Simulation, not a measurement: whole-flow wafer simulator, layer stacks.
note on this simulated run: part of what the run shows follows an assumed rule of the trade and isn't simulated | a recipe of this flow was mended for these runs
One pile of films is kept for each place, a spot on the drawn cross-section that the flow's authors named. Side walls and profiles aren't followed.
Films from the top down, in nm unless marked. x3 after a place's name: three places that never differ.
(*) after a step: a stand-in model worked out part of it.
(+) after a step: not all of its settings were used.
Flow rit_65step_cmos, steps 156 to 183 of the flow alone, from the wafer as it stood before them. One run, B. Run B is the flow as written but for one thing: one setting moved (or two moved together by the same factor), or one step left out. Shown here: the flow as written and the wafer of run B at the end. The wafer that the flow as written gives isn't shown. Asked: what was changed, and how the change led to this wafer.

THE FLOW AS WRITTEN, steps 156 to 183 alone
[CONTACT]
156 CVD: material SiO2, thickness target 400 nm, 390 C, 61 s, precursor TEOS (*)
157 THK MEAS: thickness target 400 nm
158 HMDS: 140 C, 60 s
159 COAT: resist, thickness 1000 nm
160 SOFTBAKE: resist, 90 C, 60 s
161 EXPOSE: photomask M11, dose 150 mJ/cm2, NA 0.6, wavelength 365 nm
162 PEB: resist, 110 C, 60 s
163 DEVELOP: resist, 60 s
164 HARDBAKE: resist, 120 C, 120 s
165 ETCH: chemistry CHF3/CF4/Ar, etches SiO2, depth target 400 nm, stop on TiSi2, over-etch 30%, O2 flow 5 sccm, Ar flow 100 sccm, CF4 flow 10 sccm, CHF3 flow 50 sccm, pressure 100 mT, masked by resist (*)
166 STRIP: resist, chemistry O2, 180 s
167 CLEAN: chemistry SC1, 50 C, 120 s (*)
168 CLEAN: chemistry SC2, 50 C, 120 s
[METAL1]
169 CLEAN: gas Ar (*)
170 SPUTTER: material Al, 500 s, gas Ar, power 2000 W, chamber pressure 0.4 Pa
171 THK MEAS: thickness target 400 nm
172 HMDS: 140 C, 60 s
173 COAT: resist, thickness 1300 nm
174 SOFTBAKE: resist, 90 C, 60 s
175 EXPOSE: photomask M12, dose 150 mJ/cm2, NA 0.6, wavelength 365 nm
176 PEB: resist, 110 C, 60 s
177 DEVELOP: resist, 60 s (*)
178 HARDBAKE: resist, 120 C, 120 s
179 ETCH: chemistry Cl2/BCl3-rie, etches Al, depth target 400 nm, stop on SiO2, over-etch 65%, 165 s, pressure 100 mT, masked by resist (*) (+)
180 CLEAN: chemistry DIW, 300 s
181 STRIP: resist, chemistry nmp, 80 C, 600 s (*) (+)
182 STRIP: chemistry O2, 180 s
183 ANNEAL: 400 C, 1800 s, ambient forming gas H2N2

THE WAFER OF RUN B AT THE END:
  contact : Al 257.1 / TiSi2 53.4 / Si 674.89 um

The cause: step 165, ETCH: depth target 309.1 nm was run, where the flow has depth target 400 nm.

How the change led to this, step by step:
  165 ETCH: chemistry CHF3/CF4/Ar, etches SiO2, depth target 400 nm, stop on TiSi2, over-etch 30%, O2 flow 5 sccm, Ar flow 100 sccm, CF4 flow 10 sccm, CHF3 flow 50 sccm, pressure 100 mT, masked by resist (*)
      field, field_pw, field_nw and 10 more: resist -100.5 (as written it would be: resist -130)
      contact: SiO2 -400 (all of it), TiSi2 -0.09 (as written it would be: SiO2 -400 (all of it), TiSi2 -6)
  166 STRIP: resist, chemistry O2, 180 s
      active_n, active_p: resist -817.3 (all of it) (as written it would be: resist -787.7 (all of it))
      field: resist -876.6 (all of it) (as written it would be: resist -847 (all of it))
      (and at 10 more places)
